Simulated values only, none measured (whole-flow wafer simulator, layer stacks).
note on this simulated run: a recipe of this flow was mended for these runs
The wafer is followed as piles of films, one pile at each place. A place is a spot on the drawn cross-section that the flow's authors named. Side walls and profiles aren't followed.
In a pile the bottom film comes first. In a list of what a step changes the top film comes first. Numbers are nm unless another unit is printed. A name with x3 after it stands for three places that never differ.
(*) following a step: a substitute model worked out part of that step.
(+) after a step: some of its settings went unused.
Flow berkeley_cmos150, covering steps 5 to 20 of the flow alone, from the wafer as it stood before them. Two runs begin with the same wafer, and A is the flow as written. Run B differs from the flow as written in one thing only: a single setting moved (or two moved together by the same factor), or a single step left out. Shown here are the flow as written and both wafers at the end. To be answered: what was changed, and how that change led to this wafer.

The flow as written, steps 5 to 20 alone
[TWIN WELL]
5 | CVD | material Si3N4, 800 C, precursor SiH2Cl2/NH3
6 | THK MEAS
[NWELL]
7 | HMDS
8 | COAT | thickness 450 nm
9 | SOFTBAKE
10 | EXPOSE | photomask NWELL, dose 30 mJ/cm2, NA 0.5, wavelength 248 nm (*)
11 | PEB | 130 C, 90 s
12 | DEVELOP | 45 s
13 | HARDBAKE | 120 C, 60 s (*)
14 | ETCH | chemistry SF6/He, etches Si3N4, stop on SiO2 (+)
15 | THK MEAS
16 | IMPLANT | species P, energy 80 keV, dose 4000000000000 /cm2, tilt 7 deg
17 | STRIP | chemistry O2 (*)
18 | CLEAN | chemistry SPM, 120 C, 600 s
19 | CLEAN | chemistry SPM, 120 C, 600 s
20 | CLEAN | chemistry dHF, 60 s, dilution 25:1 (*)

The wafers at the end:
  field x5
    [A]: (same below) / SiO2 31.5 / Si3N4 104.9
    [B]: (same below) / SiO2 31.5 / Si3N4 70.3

Cause: step 5, CVD: 768 C was run, whereas the flow has 800 C.

How this came from the change, step by step:
  5 | CVD | material Si3N4, 800 C, precursor SiH2Cl2/NH3
      field x5, field_p x3: A +106 Si3N4 (new film) | B +71.5 Si3N4 (new film)
  14 | ETCH | chemistry SF6/He, etches Si3N4, stop on SiO2 (+)
      field x5: A -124 KrF-resist | B -86.4 KrF-resist
      field_p x3: A -106 Si3N4 (all of it), -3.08 SiO2 | B -71.5 Si3N4 (all of it), -3.08 SiO2
  17 | STRIP | chemistry O2 (*)
      field x5: A -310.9 KrF-resist (all of it) | B -348.5 KrF-resist (all of it)
